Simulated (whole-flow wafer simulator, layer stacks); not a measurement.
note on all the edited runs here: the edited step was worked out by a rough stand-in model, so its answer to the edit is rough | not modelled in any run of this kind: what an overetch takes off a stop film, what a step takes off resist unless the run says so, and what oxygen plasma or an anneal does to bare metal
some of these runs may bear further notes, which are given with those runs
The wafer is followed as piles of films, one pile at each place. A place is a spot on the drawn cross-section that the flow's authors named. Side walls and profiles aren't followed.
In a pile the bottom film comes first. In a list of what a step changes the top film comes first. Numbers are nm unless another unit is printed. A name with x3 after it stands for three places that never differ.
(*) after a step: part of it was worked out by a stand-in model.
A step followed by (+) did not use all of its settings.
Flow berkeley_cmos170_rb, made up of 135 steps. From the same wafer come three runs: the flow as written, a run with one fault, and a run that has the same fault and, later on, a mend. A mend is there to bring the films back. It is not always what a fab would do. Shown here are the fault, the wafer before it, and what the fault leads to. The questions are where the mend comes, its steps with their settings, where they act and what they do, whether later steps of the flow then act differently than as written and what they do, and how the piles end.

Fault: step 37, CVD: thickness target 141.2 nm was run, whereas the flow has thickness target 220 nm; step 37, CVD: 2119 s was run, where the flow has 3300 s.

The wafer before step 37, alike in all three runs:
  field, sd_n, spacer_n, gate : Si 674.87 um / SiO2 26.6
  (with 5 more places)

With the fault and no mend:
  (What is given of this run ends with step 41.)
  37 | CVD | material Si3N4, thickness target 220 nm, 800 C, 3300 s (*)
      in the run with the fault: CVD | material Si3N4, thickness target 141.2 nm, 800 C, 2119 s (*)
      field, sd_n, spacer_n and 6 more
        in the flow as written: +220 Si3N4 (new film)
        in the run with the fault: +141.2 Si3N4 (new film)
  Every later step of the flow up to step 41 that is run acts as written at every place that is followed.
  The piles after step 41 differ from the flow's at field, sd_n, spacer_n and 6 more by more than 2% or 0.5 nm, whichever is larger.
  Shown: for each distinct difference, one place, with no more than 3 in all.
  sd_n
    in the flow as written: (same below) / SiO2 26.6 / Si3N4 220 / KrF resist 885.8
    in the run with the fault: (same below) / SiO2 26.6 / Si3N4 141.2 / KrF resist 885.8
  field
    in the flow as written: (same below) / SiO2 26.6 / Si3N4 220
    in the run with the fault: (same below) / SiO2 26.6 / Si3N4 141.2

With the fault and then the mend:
  The mend stands after step 41.
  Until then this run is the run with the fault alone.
  41a | STRIP (*) (+)
      sd_n, spacer_n, gate, sd_p, spacer_p, gate_p, contact, m1
        -885.8 KrF resist (all of it)
  41b | CLEAN (*)
      leaves every film unchanged at each place that is followed
  41c | CVD | material Si3N4, thickness target 78.76 nm, 800 C, 1181 s (*) (the flow's step 37 again, with other settings)
      field, sd_n, spacer_n and 6 more
        +78.8 Si3N4
  41d | COAT | KrF resist, thickness 900 nm (the flow's step 38 again)
      field, sd_n, spacer_n and 6 more
        +900 KrF resist (new film)
  41e | EXPOSE | photomask ACTIVE (the flow's step 39 again)
      leaves every film unchanged at each place that is followed
  41f | PEB | 130 C, 60 s (*) (the flow's step 40 again)
      leaves every film unchanged at each place that is followed
  41g | DEVELOP | developer developer-D-0.26N, 45 s (the flow's step 41 again)
      sd_n, spacer_n, gate, sd_p, spacer_p, gate_p, contact, m1
        -14.2 KrF resist
      field
        -900 KrF resist (all of it)
  Every later step of the flow that is run acts as written, at every place that is followed, to within 2% or 0.5 nm, whichever is larger.
  At every place that both follow, the piles at the end match the flow's.
